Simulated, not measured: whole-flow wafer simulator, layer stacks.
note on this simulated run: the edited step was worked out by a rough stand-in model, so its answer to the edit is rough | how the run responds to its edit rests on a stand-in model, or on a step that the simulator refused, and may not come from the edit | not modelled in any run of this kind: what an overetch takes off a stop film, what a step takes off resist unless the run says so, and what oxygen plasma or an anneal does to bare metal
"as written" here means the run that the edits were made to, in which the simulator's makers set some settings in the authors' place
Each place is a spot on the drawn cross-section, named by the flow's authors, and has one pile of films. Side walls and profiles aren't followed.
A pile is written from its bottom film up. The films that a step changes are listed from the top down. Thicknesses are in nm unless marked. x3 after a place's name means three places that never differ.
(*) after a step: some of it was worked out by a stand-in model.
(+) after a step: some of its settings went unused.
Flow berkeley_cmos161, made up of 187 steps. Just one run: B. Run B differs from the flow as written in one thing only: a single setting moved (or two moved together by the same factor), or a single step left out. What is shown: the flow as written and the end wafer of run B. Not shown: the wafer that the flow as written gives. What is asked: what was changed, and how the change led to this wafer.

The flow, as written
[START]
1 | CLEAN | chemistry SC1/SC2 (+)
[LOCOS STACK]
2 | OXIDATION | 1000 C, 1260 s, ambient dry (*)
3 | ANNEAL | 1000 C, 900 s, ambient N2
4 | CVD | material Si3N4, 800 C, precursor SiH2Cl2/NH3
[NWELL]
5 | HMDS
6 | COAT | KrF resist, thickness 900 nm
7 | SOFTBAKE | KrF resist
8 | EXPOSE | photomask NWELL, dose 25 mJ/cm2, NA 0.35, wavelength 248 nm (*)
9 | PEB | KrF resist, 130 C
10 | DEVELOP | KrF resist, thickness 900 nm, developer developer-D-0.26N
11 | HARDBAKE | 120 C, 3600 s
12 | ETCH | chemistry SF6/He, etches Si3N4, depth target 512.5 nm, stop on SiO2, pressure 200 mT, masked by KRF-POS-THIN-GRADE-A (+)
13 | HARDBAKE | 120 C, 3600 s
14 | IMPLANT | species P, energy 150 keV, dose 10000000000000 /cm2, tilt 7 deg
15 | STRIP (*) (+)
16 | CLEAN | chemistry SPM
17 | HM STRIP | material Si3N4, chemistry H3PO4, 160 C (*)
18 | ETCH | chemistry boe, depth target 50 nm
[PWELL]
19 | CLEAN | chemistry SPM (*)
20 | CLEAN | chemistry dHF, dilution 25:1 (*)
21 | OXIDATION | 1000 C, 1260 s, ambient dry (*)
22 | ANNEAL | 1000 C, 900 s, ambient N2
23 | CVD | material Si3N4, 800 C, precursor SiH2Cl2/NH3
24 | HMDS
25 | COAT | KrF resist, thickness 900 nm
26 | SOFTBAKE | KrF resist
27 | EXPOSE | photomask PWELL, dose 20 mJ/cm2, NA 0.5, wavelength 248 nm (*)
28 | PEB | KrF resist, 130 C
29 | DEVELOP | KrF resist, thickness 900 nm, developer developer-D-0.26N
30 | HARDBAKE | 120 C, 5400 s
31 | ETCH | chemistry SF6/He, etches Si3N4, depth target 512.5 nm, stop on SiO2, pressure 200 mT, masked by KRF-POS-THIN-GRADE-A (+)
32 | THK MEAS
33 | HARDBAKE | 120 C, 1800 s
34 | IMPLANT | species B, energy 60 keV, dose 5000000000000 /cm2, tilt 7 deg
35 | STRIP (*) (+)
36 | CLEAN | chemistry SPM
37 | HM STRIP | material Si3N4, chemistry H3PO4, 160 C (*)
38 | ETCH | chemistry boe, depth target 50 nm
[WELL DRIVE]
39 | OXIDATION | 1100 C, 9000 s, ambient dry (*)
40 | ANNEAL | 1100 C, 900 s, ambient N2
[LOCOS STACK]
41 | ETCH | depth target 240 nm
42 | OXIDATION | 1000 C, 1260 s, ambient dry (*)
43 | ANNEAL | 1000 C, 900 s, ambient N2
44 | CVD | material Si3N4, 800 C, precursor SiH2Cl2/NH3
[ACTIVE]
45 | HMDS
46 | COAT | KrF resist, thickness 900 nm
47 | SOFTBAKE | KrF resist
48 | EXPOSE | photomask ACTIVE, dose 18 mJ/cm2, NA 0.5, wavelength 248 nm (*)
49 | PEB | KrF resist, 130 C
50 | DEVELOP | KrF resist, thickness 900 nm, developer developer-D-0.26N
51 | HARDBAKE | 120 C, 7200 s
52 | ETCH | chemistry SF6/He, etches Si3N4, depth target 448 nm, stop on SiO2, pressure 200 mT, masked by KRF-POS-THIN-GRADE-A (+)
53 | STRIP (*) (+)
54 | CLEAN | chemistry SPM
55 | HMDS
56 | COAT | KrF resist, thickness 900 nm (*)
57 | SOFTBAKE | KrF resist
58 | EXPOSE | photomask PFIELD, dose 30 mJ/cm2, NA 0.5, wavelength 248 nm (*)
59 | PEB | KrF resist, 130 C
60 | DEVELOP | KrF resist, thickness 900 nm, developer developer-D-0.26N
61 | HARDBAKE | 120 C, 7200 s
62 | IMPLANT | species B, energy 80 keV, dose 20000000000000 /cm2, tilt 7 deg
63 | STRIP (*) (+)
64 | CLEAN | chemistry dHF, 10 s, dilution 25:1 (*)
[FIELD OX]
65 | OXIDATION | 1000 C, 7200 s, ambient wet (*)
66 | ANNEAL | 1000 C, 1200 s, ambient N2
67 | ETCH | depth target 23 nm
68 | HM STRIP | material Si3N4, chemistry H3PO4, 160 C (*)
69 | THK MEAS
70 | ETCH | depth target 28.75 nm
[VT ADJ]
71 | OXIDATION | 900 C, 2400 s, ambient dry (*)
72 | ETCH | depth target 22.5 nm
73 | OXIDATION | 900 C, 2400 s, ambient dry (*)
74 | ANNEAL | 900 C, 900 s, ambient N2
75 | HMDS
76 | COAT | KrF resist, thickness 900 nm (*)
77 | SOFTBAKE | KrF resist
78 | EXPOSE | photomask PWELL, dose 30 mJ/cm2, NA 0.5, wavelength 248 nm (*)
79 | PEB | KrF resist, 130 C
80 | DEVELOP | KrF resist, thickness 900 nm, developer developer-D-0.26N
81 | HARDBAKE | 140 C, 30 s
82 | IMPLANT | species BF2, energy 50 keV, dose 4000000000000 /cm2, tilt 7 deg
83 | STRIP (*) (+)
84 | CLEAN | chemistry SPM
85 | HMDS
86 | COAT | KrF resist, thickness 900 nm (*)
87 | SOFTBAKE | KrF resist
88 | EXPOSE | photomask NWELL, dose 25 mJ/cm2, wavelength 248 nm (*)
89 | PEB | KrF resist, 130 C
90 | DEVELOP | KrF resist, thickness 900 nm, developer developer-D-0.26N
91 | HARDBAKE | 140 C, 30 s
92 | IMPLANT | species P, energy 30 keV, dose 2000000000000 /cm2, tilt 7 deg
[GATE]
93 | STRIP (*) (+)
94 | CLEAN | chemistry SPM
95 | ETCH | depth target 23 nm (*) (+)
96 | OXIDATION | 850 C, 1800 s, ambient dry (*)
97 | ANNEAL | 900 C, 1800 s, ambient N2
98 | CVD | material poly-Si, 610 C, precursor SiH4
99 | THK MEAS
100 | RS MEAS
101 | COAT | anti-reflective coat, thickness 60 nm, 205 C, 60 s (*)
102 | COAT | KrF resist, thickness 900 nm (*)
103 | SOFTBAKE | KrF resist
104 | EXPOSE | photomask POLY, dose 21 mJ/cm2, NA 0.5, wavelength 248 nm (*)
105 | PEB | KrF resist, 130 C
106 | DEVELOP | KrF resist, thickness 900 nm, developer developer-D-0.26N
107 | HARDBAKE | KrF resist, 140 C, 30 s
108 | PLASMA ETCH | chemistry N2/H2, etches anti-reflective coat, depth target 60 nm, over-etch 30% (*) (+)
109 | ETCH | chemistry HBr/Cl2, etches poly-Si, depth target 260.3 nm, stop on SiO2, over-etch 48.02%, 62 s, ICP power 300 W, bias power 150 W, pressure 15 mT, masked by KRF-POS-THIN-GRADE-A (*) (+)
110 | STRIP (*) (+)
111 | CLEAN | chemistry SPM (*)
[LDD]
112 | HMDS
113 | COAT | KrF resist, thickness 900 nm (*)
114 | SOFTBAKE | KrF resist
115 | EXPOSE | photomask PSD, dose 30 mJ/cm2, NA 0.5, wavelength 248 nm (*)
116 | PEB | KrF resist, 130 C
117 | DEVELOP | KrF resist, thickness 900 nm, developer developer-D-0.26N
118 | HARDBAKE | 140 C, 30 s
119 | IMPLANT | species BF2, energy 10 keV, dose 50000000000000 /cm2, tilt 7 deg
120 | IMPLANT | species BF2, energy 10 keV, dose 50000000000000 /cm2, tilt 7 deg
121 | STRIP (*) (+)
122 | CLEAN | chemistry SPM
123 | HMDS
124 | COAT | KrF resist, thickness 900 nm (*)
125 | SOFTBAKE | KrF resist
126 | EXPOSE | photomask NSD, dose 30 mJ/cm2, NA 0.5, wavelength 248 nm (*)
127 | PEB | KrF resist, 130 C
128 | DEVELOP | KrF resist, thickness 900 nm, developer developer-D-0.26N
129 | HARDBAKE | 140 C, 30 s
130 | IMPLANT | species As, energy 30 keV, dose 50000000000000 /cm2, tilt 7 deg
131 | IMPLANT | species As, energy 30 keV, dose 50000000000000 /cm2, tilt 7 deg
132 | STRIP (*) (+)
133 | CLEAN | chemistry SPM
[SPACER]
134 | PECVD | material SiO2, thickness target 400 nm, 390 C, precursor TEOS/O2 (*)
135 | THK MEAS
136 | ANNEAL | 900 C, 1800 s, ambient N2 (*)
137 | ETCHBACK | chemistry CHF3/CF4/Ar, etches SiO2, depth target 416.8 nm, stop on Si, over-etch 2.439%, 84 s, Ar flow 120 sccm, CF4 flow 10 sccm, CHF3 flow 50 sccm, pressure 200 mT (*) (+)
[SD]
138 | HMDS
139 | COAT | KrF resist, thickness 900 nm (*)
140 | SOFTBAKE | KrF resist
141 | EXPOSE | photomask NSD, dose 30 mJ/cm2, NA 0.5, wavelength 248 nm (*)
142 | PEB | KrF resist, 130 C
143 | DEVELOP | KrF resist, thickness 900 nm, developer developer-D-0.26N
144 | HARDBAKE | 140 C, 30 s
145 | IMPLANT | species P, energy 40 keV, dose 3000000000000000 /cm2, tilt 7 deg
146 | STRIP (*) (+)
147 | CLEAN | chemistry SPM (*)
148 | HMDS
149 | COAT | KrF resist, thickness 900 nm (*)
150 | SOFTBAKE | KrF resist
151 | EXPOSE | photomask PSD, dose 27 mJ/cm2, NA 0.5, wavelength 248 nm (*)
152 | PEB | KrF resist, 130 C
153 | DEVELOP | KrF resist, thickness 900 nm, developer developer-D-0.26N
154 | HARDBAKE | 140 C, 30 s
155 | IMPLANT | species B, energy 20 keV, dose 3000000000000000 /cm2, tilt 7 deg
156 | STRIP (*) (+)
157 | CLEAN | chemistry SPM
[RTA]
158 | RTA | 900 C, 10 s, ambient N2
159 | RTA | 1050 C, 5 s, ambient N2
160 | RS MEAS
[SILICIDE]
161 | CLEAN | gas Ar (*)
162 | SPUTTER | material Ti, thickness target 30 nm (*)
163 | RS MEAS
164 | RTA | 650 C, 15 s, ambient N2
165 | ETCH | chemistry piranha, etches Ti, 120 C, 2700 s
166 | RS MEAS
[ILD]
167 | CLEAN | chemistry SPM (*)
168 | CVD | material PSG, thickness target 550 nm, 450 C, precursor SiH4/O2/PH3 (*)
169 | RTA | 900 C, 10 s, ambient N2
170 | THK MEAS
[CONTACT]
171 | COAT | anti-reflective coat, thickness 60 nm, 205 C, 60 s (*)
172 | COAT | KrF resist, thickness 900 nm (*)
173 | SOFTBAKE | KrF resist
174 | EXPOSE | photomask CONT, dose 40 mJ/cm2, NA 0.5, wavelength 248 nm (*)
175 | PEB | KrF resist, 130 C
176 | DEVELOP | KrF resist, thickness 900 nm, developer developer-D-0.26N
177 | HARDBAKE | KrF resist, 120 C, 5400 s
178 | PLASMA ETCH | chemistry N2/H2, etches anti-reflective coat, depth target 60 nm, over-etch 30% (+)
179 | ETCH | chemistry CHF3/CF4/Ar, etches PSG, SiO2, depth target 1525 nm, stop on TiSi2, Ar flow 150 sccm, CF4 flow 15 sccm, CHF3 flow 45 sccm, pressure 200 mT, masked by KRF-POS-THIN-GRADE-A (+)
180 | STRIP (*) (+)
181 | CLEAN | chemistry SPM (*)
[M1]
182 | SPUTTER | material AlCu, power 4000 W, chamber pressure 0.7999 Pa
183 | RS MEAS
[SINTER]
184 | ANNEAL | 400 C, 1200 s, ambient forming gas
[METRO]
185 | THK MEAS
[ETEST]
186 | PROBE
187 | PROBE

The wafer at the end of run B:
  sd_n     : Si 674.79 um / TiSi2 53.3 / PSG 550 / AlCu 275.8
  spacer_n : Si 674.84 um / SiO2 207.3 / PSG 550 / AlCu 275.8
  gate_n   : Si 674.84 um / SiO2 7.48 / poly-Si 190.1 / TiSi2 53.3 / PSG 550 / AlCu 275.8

The reason: step 39, OXIDATION: 13500 s was run, whereas the flow has 9000 s.

The path from the change to this, step by step:
  39 | OXIDATION | 1100 C, 9000 s, ambient dry (*)
      field, sd_n, spacer_n and 6 more: +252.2 SiO2 (new film), -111 Si (as written it would have been: +197.6 SiO2 (new film), -86.9 Si)
  41 | ETCH | depth target 240 nm
      field, sd_n, spacer_n and 6 more: -240 SiO2 (as written it would have been: -197.6 SiO2 (all of it))
  42 | OXIDATION | 1000 C, 1260 s, ambient dry (*)
      field, sd_n, spacer_n and 6 more: +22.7 SiO2, -10 Si (as written it would have been: +26.6 SiO2 (new film), -11.7 Si)
  65 | OXIDATION | 1000 C, 7200 s, ambient wet (*)
      sd_n: +12.1 SiO2 (new film), -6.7 Si3N4, +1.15 SiO2, -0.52 Si (as written it would have been: +12.1 SiO2 (new film), -6.7 Si3N4, +0.25 SiO2, -0.15 Si)
      sd_p: +12.1 SiO2 (new film), -6.7 Si3N4, +1.16 SiO2, -0.52 Si (as written it would have been: +12.1 SiO2 (new film), -6.7 Si3N4, +0.25 SiO2, -0.15 Si)
  70 | ETCH | depth target 28.75 nm
      spacer_n, gate_n, spacer_p, gate_p, contact, m1: -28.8 SiO2 (as written it would have been: -24.8 SiO2 (all of it))
      sd_n, sd_p: -28.8 SiO2 (as written it would have been: -25 SiO2 (all of it))
  71 | OXIDATION | 900 C, 2400 s, ambient dry (*)
      spacer_n, gate_n, spacer_p, gate_p, contact, m1: +12.9 SiO2, -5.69 Si (as written it would have been: +14.9 SiO2 (new film), -6.57 Si)
      sd_n, sd_p: +12.9 SiO2, -5.68 Si (as written it would have been: +14.9 SiO2 (new film), -6.57 Si)
  72 | ETCH | depth target 22.5 nm
      spacer_n, gate_n, spacer_p, gate_p, contact, m1: -17.4 SiO2 (all of it) (as written it would have been: -14.9 SiO2 (all of it))
      sd_n, sd_p: -18.5 SiO2 (all of it) (as written it would have been: -14.9 SiO2 (all of it))
  101 | COAT | anti-reflective coat, thickness 60 nm, 205 C, 60 s (*)
      spacer_n: +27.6 anti-reflective coat (new film) (as written it would have been: +28.7 anti-reflective coat (new film))
      gate_n: +22.7 anti-reflective coat (new film) (as written it would have been: +23.7 anti-reflective coat (new film))
      (as well as at 2 more places)
  108 | PLASMA ETCH | chemistry N2/H2, etches anti-reflective coat, depth target 60 nm, over-etch 30% (*) (+)
      spacer_n: -27.6 anti-reflective coat (all of it), -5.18 poly-Si (as written it would have been: -28.7 anti-reflective coat (all of it), -5.05 poly-Si)
      spacer_p: -29.6 anti-reflective coat (all of it), -5.14 poly-Si (as written it would have been: -30.4 anti-reflective coat (all of it), -5 poly-Si)
  110 | STRIP (*) (+)
      gate_n: +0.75 chemical SiO2 (new film), -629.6 KrF resist (all of it), -22.7 anti-reflective coat (all of it), -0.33 poly-Si (as written it would have been: +0.75 chemical SiO2 (new film), -626.8 KrF resist (all of it), -23.7 anti-reflective coat (all of it), -0.33 poly-Si)
      gate_p: +0.75 chemical SiO2 (new film), -600 KrF resist (all of it), -27.2 anti-reflective coat (all of it), -0.33 poly-Si (as written it would have been: +0.75 chemical SiO2 (new film), -598.2 KrF resist (all of it), -27.9 anti-reflective coat (all of it), -0.33 poly-Si)
  171 | COAT | anti-reflective coat, thickness 60 nm, 205 C, 60 s (*)
      sd_n: +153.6 anti-reflective coat (new film) (as written it would have been: +149.7 anti-reflective coat (new film))
  180 | STRIP (*) (+)
      sd_n: -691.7 KrF resist (all of it), -153.6 anti-reflective coat (all of it) (as written it would have been: -692.5 KrF resist (all of it), -149.7 anti-reflective coat (all of it))
